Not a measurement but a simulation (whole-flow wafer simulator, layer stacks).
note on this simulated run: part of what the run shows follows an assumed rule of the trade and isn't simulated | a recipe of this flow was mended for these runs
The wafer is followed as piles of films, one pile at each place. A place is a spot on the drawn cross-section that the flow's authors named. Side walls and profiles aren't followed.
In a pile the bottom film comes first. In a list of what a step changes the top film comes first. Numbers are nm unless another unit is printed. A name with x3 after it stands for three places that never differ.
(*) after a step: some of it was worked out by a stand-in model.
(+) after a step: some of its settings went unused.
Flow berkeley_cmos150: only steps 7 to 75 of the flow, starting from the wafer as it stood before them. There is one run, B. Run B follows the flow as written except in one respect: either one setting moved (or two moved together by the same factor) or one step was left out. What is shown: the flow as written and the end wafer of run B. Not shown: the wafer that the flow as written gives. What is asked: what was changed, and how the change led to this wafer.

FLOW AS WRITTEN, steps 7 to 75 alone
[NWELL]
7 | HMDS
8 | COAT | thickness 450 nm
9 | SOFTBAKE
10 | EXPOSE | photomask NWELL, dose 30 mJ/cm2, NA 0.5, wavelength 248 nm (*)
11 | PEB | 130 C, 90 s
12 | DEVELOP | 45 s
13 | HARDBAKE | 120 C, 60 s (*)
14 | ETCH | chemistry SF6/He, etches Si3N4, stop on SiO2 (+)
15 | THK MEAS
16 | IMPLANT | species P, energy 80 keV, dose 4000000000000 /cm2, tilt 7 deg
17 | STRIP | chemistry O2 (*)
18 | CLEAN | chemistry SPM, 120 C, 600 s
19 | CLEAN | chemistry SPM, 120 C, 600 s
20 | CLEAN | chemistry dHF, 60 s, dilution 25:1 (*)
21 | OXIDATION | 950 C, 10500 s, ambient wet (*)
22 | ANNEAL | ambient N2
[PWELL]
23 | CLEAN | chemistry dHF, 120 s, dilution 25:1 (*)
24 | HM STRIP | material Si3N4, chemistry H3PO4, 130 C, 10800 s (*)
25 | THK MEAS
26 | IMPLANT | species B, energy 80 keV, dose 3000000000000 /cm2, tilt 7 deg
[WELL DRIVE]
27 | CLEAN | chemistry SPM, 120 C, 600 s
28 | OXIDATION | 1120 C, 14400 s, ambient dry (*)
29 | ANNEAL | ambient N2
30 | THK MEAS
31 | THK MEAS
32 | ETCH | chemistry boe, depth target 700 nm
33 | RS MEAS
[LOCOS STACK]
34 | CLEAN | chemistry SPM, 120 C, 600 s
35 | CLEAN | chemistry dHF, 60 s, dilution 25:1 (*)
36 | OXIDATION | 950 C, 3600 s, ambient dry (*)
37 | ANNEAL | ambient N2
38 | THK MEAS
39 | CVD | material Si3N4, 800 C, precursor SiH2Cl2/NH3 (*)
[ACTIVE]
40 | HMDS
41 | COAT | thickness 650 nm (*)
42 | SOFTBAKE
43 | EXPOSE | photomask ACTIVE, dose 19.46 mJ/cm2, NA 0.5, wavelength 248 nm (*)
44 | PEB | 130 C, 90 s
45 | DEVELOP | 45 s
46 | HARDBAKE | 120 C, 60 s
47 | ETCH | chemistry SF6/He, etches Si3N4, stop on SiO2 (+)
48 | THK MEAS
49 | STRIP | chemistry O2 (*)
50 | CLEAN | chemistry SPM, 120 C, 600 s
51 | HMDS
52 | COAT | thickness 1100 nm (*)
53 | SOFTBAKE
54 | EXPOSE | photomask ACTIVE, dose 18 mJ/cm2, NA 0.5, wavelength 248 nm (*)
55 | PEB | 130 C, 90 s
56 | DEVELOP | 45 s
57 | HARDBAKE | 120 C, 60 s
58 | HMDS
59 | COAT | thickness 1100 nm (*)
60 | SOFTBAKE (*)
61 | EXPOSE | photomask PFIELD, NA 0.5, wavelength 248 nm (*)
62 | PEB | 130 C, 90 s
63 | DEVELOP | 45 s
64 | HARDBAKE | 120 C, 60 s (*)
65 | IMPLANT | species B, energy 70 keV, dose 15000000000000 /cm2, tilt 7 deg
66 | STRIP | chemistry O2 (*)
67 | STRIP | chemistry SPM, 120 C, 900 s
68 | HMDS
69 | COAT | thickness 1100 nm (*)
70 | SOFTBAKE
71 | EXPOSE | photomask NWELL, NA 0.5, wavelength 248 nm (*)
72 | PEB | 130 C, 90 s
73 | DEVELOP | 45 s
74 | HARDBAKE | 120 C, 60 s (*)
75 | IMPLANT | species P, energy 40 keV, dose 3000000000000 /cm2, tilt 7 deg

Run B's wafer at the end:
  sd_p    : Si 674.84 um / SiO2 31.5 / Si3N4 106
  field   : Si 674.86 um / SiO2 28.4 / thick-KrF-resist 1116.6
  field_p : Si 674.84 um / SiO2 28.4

What caused this: step 21, OXIDATION: 950 C, 10500 s, ambient wet (*), was omitted.

Step by step, how the change led to this:
  23 | CLEAN | chemistry dHF, 120 s, dilution 25:1 (*)
      field, sd_n, gate_n, contact, m1: Si3N4 loses 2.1 (it would be, as written: SiO2 loses 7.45 (all of it), Si3N4 loses 1.36)
      field_p, sd_p, gate_p: SiO2 loses 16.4 (all of it) (it would be, as written: SiO2 loses 23)
  24 | HM STRIP | material Si3N4, chemistry H3PO4, 130 C, 10800 s (*)
      field_p, sd_p, gate_p: chemical SiO2 gains 0.5 (new film), Si loses 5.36 (it would be, as written: SiO2 loses 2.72)
      field, sd_n, gate_n, contact, m1: Si3N4 loses 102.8 (all of it), SiO2 loses 1.85 (it would be, as written: Si3N4 loses 99.4 (all of it), SiO2 loses 1.87)
  28 | OXIDATION | 1120 C, 14400 s, ambient dry (*)
      field_p, sd_p, gate_p: SiO2 gains 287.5 (new film), chemical SiO2 loses 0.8 (all of it), Si loses 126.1 (it would be, as written: SiO2 gains 103.6, Si loses 45.6)
  32 | ETCH | chemistry boe, depth target 700 nm
      field_p, sd_p, gate_p: SiO2 loses 287.5 (all of it) (it would be, as written: SiO2 loses 555.5 (all of it))
  41 | COAT | thickness 650 nm (*)
      field_p: KrF-resist gains 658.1 (new film) (it would be, as written: KrF-resist gains 715.2 (new film))
      sd_n: KrF-resist gains 647.8 (new film) (it would be, as written: KrF-resist gains 633.7 (new film))
      (as well as at 2 more places)
  45 | DEVELOP | 45 s
      field_p: KrF-resist loses 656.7 (all of it) (it would be, as written: KrF-resist loses 713.6 (all of it))
  46 | HARDBAKE | 120 C, 60 s
      sd_n: KrF-resist loses 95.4 (it would be, as written: KrF-resist loses 93.3)
      sd_p: KrF-resist loses 96.6 (it would be, as written: KrF-resist loses 102.4)
      (as well as at 1 more place)
  49 | STRIP | chemistry O2 (*)
      sd_n: KrF-resist loses 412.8 (all of it) (it would be, as written: KrF-resist loses 400.9 (all of it))
      sd_p: KrF-resist loses 419.5 (all of it) (it would be, as written: KrF-resist loses 452.2 (all of it))
      (as well as at 1 more place)
  52 | COAT | thickness 1100 nm (*)
      field: thick-KrF-resist gains 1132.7 (new film) (it would be, as written: thick-KrF-resist gains 1106.9 (new film))
      field_p: thick-KrF-resist gains 1147 (new film) (it would be, as written: thick-KrF-resist gains 1219.5 (new film))
      (as well as at 2 more places)
  56 | DEVELOP | 45 s
      field: thick-KrF-resist loses 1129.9 (all of it) (it would be, as written: thick-KrF-resist loses 1104.2 (all of it))
      field_p: thick-KrF-resist loses 1144.2 (all of it) (it would be, as written: thick-KrF-resist loses 1216.4 (all of it))
  57 | HARDBAKE | 120 C, 60 s
      sd_p: thick-KrF-resist loses 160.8 (it would be, as written: thick-KrF-resist loses 169.9)
      gate_p: thick-KrF-resist loses 161.8 (it would be, as written: thick-KrF-resist loses 170.5)
  59 | COAT | thickness 1100 nm (*)
      field_p: thick-KrF-resist gains 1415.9 (new film) (it would be, as written: thick-KrF-resist gains 1495 (new film))
      sd_p: thick-KrF-resist gains 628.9 (it would be, as written: thick-KrF-resist gains 652.6)
      (as well as at 1 more place)
  66 | STRIP | chemistry O2 (*)
      field_p: thick-KrF-resist loses 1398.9 (all of it) (it would be, as written: thick-KrF-resist loses 1477.9 (all of it))
      sd_p: thick-KrF-resist loses 1490.2 (all of it) (it would be, as written: thick-KrF-resist loses 1563.6 (all of it))
      (as well as at 1 more place)
  69 | COAT | thickness 1100 nm (*)
      field: thick-KrF-resist gains 1132.7 (new film) (it would be, as written: thick-KrF-resist gains 1106.9 (new film))
      field_p: thick-KrF-resist gains 1147 (new film) (it would be, as written: thick-KrF-resist gains 1219.5 (new film))
      (as well as at 2 more places)
  73 | DEVELOP | 45 s
      field_p: thick-KrF-resist loses 1144.2 (all of it) (it would be, as written: thick-KrF-resist loses 1216.4 (all of it))
      sd_p: thick-KrF-resist loses 1050.1 (all of it) (it would be, as written: thick-KrF-resist loses 1108.9 (all of it))
      (as well as at 1 more place)
